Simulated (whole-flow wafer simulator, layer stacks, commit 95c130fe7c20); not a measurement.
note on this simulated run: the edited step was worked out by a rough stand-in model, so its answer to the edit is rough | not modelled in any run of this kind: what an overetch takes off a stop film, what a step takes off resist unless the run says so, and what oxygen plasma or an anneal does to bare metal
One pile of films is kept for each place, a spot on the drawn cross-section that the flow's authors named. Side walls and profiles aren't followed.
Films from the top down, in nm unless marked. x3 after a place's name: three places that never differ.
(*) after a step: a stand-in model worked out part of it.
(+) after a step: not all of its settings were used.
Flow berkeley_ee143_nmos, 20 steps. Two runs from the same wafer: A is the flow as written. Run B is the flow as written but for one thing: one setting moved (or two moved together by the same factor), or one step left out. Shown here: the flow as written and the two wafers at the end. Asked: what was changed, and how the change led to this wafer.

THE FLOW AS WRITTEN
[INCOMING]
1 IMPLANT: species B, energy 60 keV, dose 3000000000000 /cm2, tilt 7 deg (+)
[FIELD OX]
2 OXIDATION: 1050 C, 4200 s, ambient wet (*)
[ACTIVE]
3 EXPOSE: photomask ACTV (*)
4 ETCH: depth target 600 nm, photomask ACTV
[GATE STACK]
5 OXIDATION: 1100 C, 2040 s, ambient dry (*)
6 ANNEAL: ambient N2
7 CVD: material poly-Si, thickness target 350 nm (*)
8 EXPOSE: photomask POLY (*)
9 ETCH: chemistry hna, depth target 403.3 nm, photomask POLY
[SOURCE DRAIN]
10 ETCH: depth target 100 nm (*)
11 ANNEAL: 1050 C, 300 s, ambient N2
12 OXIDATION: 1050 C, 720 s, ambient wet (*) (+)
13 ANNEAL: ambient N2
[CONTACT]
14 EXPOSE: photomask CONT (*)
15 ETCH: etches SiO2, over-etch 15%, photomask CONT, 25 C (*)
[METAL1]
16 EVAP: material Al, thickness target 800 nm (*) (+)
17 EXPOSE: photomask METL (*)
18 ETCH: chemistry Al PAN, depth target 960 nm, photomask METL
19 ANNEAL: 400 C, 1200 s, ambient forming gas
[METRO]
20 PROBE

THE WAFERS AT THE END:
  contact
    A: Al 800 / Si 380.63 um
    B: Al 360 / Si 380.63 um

The cause: step 16, EVAP: thickness target 360 nm was run, where the flow has thickness target 800 nm.
It can be read off the wafer: contact has Al 360, and step 16 as written asks for 800 nm.

How the change led to this, step by step:
  16 EVAP: material Al, thickness target 800 nm (*) (+)
      gate, sd, contact, field: A Al +800 (new film) | B Al +360 (new film)
  18 ETCH: chemistry Al PAN, depth target 960 nm, photomask METL
      gate, sd, field: A Al -800 (all of it) | B Al -360 (all of it)
